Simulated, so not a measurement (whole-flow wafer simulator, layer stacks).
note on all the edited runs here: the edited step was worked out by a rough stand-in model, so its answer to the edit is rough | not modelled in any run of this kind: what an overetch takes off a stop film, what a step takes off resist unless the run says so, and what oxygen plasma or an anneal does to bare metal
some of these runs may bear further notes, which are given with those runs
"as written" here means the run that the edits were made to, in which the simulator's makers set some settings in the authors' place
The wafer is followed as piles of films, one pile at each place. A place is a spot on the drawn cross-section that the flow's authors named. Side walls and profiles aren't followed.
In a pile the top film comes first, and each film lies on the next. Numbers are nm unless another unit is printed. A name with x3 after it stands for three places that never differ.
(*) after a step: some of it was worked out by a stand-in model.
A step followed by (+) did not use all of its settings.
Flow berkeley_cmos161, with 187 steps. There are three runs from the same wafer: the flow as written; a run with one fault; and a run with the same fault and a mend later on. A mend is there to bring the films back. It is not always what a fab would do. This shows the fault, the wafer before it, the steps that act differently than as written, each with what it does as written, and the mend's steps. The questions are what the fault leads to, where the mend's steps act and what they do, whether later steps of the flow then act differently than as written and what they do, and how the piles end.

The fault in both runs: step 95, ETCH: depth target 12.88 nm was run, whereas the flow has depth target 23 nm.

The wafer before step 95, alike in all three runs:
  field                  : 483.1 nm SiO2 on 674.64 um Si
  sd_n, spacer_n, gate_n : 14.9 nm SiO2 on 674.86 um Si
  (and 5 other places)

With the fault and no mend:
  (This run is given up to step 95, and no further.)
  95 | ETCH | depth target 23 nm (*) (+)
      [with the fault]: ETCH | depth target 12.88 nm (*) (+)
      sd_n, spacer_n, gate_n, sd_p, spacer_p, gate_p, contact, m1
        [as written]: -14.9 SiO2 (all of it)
        [with the fault]: -12.9 SiO2
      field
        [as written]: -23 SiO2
        [with the fault]: -12.9 SiO2
  Once step 95 is done, the piles at field, sd_n, spacer_n and 6 more depart from the flow's by more than 2% or 0.5 nm, whichever is larger.
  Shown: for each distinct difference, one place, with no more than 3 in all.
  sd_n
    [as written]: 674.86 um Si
    [with the fault]: 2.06 nm SiO2 on 674.86 um Si
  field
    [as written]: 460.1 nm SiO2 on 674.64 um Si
    [with the fault]: 470.2 nm SiO2 on 674.64 um Si

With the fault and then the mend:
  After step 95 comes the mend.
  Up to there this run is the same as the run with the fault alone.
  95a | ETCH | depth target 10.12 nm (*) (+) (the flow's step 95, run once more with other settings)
      sd_n, spacer_n, gate_n, sd_p, spacer_p, gate_p, contact, m1
        -2.06 SiO2 (all of it)
      field
        -10.1 SiO2
  Every later step of the flow that is run acts as written at every place that is followed.
  The piles end the same as the flow's at every place that both follow.
